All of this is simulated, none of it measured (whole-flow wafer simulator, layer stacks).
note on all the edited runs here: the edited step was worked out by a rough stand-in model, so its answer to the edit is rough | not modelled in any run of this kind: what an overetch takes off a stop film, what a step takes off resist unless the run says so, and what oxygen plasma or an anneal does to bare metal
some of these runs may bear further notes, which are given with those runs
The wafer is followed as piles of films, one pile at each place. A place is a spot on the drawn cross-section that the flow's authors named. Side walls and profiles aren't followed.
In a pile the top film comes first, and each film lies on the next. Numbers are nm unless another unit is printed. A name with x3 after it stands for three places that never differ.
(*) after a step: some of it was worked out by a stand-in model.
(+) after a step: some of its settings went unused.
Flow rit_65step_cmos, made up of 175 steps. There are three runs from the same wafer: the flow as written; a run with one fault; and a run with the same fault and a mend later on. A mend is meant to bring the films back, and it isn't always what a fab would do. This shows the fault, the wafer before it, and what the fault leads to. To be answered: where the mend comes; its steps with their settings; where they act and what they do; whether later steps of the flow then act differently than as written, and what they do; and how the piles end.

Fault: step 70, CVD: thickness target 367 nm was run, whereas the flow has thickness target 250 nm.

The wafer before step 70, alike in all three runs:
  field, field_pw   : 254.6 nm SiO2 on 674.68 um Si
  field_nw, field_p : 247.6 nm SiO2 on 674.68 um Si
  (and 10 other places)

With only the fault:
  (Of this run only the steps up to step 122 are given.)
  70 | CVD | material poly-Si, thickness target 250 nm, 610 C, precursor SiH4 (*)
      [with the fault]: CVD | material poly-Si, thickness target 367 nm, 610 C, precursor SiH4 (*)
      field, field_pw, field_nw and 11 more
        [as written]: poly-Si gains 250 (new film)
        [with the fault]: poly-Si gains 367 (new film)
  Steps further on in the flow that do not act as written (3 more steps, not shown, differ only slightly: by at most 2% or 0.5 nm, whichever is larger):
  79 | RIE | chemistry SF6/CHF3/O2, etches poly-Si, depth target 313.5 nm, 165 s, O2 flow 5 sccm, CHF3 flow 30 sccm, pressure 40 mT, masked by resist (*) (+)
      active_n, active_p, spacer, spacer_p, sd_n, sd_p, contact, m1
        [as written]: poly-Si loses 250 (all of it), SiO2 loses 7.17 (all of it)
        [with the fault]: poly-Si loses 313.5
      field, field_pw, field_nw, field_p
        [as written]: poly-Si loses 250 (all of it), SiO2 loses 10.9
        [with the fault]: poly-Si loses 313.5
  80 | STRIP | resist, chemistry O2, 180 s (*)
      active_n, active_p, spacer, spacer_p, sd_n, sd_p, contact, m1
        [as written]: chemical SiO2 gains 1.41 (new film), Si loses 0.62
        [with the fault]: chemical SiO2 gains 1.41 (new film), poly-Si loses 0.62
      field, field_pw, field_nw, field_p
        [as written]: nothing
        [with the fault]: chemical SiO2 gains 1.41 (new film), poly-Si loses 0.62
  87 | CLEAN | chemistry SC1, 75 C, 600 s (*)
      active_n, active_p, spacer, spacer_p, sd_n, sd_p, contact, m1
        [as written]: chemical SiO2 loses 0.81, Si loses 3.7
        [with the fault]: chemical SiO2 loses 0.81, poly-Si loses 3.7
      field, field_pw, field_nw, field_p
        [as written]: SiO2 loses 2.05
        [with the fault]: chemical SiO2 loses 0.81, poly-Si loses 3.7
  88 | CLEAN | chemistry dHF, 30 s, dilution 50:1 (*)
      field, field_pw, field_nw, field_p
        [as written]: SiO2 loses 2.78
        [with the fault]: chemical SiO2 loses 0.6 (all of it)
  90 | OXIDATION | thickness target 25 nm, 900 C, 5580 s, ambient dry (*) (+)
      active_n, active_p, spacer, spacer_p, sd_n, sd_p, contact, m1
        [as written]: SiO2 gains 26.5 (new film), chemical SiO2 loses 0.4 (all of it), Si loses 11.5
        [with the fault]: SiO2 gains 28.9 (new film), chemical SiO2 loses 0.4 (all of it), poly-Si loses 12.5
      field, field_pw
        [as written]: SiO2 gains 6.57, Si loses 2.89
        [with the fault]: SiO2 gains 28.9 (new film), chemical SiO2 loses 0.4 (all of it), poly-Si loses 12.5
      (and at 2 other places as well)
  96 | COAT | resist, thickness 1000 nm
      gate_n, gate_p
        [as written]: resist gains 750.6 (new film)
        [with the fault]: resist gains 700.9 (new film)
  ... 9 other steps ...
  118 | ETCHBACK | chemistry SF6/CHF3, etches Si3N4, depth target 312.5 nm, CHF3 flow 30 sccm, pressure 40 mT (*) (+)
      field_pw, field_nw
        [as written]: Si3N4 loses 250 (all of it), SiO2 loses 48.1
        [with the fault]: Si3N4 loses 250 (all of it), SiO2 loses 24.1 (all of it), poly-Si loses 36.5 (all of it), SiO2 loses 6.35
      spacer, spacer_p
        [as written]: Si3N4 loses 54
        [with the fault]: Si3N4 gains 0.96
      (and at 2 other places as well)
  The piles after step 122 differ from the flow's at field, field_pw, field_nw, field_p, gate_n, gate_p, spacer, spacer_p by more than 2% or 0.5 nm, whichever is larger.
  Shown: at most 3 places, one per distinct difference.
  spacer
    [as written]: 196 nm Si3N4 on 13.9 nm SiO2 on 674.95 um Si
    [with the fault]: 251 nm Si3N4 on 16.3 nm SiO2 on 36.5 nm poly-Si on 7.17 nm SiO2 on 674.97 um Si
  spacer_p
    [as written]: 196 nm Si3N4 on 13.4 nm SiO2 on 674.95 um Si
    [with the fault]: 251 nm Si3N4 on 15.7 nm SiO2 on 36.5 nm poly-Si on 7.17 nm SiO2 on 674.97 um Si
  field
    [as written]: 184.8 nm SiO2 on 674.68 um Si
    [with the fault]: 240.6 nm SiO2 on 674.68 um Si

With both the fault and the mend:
  After step 71 comes the mend.
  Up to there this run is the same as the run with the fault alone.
  71a | ETCH | chemistry tmah, depth target 117 nm
      field, field_pw, field_nw and 11 more
        poly-Si loses 117
  Every later step of the flow that is run acts as written at every place that is followed.
  By the end, the piles equal the flow's at every place that both follow.
